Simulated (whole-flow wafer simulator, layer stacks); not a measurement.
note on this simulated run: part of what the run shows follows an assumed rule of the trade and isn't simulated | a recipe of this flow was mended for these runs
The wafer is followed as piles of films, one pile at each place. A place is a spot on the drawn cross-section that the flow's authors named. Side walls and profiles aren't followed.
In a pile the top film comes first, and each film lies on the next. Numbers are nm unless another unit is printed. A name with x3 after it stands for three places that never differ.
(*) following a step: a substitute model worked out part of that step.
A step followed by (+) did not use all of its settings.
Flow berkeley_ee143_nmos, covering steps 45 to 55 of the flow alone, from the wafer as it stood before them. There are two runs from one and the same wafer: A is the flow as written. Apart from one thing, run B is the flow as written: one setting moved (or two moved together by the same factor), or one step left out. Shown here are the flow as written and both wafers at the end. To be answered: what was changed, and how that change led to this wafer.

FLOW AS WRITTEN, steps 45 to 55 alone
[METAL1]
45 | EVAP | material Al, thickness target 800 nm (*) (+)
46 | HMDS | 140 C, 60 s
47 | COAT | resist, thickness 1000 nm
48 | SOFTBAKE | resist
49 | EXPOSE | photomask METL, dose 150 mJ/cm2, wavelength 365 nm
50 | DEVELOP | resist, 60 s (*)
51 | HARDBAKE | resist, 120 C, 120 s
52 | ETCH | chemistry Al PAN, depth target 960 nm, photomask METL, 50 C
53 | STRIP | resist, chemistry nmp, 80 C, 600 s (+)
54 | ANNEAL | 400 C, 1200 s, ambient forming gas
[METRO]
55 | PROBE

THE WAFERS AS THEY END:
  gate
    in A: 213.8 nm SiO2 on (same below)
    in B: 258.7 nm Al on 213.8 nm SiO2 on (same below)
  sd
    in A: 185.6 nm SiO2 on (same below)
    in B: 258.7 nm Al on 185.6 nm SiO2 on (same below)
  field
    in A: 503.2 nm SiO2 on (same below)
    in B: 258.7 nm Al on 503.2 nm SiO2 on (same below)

What caused this: step 52, ETCH: depth target 528 nm was run, though the flow has depth target 960 nm.

Step by step, how the change led to this:
  52 | ETCH | chemistry Al PAN, depth target 960 nm, photomask METL, 50 C
      gate, sd, field: A -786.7 Al (all of it) | B -528 Al
Taking metal films that touch as one body, gate has 1 body; the flow as written gives 0 bodies.
Taking metal films that touch as one body, sd has 1 body; the flow as written gives 0 bodies.
Taking metal films that touch as one body, field has 1 body; the flow as written gives 0 bodies.
